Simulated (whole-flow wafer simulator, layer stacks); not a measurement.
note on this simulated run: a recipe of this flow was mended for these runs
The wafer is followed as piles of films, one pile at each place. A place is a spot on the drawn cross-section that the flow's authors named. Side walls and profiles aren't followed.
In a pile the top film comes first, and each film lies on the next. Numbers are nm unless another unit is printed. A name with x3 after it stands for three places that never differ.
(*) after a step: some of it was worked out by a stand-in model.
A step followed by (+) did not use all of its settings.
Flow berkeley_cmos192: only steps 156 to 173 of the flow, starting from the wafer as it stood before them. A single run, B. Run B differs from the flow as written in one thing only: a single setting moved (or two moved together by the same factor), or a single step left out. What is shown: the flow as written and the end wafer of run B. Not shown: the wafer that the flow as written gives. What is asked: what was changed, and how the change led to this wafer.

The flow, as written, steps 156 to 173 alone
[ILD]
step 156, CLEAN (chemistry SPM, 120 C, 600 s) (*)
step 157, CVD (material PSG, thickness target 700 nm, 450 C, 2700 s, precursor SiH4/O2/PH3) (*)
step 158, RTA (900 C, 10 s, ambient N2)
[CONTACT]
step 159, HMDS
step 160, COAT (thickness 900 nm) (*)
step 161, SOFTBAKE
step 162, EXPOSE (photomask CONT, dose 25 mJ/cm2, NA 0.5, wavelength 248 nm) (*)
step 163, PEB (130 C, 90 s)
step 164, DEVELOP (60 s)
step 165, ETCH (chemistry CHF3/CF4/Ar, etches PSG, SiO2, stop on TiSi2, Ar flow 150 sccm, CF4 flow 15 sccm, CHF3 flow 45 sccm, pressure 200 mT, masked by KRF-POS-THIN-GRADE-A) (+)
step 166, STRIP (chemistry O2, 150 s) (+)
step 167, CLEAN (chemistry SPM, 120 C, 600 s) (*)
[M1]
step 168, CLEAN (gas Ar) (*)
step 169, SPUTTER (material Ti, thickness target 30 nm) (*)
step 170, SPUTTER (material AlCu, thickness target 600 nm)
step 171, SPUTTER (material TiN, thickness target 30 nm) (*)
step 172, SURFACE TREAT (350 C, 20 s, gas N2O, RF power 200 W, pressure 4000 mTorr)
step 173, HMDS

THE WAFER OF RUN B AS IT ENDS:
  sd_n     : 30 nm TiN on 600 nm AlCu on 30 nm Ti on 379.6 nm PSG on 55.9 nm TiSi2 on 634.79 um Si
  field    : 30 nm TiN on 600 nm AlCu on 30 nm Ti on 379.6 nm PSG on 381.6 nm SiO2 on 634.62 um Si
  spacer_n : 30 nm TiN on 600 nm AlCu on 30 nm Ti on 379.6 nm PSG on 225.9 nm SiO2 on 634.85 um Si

What caused this: step 157, CVD: thickness target 385 nm was run, though the flow has thickness target 700 nm; step 157, CVD: 1485 s was run, where the flow has 2700 s.

The path from the change to this, step by step:
  step 157, CVD (material PSG, thickness target 700 nm, 450 C, 2700 s, precursor SiH4/O2/PH3) (*)
      field, sd_n, spacer_n, gate, spacer_p, gate_p, contact, m1: +385 PSG (new film) (it would be, as written: +700 PSG (new film))
      sd_p: +369.9 PSG (new film) (it would be, as written: +668 PSG (new film))
  step 165, ETCH (chemistry CHF3/CF4/Ar, etches PSG, SiO2, stop on TiSi2, Ar flow 150 sccm, CF4 flow 15 sccm, CHF3 flow 45 sccm, pressure 200 mT, masked by KRF-POS-THIN-GRADE-A) (+)
      field, sd_n, spacer_n, gate, sd_p, spacer_p, gate_p, m1: -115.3 KrF-resist (it would be, as written: -194.1 KrF-resist)
      contact: -385 PSG (all of it), -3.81 TiSi2 (it would be, as written: -700 PSG (all of it), -3.81 TiSi2)
  step 166, STRIP (chemistry O2, 150 s) (+)
      field: -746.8 KrF-resist (all of it) (it would be, as written: -672.6 KrF-resist (all of it))
      sd_n: -861.1 KrF-resist (all of it) (it would be, as written: -784.4 KrF-resist (all of it))
      (as well as at 6 more places)
  step 169, SPUTTER (material Ti, thickness target 30 nm) (*)
      contact: +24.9 Ti (new film) (it would be, as written: +21.1 Ti (new film))
  step 170, SPUTTER (material AlCu, thickness target 600 nm)
      contact: +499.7 AlCu (new film) (it would be, as written: +411.7 AlCu (new film))
  step 171, SPUTTER (material TiN, thickness target 30 nm) (*)
      contact: +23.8 TiN (new film) (it would be, as written: +16 TiN (new film))
